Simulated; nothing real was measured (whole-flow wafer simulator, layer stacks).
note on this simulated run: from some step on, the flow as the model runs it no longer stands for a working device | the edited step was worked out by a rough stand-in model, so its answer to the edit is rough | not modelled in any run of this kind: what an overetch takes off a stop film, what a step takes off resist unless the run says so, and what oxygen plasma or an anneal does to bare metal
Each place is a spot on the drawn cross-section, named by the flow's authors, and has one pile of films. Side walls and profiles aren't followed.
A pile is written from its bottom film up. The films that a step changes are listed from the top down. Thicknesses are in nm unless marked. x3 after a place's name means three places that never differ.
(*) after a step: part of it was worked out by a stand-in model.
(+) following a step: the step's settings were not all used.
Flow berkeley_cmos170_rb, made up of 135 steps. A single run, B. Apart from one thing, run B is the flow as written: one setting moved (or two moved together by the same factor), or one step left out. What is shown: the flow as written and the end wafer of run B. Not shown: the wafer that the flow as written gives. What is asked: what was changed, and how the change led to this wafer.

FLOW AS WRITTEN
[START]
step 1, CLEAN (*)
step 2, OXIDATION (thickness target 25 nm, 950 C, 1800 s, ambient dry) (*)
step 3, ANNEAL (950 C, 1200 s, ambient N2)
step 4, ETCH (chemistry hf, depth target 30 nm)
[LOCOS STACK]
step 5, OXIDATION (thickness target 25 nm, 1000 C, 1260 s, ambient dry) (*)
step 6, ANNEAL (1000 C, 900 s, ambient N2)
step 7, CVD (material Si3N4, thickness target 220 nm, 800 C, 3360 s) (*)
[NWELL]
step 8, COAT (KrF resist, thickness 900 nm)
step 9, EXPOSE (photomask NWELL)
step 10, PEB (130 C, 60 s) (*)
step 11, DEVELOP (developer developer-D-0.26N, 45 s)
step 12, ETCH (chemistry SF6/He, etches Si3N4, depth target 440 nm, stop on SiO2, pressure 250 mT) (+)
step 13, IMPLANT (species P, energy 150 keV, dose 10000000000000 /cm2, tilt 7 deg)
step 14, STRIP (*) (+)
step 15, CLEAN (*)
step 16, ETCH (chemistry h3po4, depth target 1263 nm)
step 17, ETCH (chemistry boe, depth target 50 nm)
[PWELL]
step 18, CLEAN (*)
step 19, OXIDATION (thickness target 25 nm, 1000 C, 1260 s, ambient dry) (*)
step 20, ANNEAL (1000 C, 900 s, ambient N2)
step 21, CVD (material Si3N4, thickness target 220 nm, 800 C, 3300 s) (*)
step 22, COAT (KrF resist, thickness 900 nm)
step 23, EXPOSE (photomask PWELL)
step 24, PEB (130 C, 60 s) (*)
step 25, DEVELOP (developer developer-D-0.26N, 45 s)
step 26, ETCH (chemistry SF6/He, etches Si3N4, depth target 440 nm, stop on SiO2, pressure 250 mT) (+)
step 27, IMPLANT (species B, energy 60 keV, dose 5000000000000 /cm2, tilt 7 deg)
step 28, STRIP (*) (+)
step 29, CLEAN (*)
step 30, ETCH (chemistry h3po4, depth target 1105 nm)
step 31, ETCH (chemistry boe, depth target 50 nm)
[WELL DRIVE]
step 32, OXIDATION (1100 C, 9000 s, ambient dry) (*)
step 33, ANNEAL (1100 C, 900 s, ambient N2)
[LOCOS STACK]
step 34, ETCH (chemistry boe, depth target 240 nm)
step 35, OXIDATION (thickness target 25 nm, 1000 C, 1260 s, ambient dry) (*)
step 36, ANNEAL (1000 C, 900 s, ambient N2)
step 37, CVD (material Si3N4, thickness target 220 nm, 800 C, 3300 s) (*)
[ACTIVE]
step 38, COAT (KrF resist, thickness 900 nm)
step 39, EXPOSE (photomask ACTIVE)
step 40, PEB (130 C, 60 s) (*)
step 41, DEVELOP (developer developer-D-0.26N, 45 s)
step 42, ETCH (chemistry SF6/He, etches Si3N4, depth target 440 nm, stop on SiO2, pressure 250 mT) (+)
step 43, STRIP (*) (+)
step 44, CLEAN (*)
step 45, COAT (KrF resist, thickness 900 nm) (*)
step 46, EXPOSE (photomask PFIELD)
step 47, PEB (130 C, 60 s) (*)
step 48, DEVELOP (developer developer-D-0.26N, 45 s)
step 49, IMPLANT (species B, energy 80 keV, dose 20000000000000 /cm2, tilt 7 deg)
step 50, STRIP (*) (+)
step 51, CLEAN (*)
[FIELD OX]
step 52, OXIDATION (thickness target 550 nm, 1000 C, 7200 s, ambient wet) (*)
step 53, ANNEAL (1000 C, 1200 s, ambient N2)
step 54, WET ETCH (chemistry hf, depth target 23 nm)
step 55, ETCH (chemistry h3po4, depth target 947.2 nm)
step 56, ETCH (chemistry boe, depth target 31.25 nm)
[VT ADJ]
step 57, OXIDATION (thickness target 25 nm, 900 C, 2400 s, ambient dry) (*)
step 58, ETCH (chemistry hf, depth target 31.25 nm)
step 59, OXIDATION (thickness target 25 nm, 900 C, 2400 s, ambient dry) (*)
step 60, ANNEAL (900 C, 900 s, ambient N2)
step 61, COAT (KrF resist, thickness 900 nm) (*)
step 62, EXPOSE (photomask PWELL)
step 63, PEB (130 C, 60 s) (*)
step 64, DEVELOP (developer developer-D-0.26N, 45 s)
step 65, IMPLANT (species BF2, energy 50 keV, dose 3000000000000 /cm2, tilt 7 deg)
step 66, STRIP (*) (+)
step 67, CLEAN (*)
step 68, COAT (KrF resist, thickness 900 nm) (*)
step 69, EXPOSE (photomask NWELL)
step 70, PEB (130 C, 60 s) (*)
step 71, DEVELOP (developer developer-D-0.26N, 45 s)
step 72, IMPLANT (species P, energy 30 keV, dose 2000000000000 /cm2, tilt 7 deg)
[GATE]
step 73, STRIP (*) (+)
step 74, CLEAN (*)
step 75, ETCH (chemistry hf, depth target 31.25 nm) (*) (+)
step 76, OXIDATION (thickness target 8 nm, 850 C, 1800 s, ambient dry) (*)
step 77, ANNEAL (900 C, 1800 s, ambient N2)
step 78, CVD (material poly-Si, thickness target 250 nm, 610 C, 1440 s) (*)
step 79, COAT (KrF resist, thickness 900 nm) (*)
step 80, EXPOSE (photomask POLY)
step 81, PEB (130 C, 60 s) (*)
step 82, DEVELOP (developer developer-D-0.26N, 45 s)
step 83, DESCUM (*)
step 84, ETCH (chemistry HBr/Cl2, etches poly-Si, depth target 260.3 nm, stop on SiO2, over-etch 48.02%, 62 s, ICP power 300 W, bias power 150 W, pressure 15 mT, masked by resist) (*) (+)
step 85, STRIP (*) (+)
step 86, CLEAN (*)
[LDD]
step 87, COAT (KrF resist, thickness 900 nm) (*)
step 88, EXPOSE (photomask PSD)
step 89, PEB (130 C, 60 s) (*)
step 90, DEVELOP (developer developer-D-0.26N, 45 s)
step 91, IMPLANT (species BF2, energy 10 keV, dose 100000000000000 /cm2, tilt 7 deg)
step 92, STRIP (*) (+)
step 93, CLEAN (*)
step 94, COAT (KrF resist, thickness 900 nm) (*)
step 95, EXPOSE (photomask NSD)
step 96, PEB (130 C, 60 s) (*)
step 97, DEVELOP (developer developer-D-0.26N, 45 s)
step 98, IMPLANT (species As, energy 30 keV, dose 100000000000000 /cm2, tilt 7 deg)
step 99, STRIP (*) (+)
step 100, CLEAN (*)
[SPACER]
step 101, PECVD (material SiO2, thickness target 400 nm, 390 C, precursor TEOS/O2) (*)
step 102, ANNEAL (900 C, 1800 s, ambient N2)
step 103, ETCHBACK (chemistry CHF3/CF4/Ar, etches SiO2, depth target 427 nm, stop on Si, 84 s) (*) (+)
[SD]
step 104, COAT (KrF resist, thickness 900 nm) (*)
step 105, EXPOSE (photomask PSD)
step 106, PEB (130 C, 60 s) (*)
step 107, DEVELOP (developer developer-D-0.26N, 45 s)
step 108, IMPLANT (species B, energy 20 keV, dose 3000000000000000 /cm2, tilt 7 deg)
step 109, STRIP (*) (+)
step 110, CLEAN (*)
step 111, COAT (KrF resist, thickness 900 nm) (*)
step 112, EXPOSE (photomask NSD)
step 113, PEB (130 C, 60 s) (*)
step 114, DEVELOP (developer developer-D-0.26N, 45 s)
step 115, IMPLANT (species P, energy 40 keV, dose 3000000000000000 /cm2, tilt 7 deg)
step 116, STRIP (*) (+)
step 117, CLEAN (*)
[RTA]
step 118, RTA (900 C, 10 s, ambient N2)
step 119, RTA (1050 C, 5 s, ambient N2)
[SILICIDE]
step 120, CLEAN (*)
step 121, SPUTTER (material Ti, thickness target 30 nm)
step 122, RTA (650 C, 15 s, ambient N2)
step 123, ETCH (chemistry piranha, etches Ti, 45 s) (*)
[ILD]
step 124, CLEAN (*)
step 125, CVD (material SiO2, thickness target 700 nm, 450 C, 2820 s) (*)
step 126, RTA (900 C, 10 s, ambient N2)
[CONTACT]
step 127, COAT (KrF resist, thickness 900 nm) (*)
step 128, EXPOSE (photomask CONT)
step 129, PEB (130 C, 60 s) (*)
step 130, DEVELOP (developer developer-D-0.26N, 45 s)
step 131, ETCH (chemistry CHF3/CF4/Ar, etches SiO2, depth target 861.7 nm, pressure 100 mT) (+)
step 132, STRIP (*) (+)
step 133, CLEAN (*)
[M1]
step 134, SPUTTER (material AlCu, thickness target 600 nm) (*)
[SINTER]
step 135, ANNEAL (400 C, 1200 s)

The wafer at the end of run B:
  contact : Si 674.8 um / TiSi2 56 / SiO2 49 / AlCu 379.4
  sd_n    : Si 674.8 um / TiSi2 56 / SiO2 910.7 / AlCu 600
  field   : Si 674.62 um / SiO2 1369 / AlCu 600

What caused this: step 125, CVD: thickness target 910.7 nm was run, though the flow has thickness target 700 nm; step 125, CVD: 3669 s was run, where the flow has 2820 s.
The wafer lets one read it off: sd_n has SiO2 910.7, and step 125 as written asks for 700 nm.

Step by step, how the change led to this:
  step 125, CVD (material SiO2, thickness target 700 nm, 450 C, 2820 s) (*)
      sd_n, gate, sd_p, gate_p, contact, m1: SiO2 gains 910.7 (new film) (in the flow as written it would be: SiO2 gains 700 (new film))
      field, spacer_n, spacer_p: SiO2 gains 910.7 (in the flow as written it would be: SiO2 gains 700)
  step 131, ETCH (chemistry CHF3/CF4/Ar, etches SiO2, depth target 861.7 nm, pressure 100 mT) (+)
      contact: SiO2 loses 861.7 (in the flow as written it would be: SiO2 loses 700 (all of it), TiSi2 loses 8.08)
  step 134, SPUTTER (material AlCu, thickness target 600 nm) (*)
      contact: AlCu gains 379.4 (new film) (in the flow as written it would be: AlCu gains 415.1 (new film))
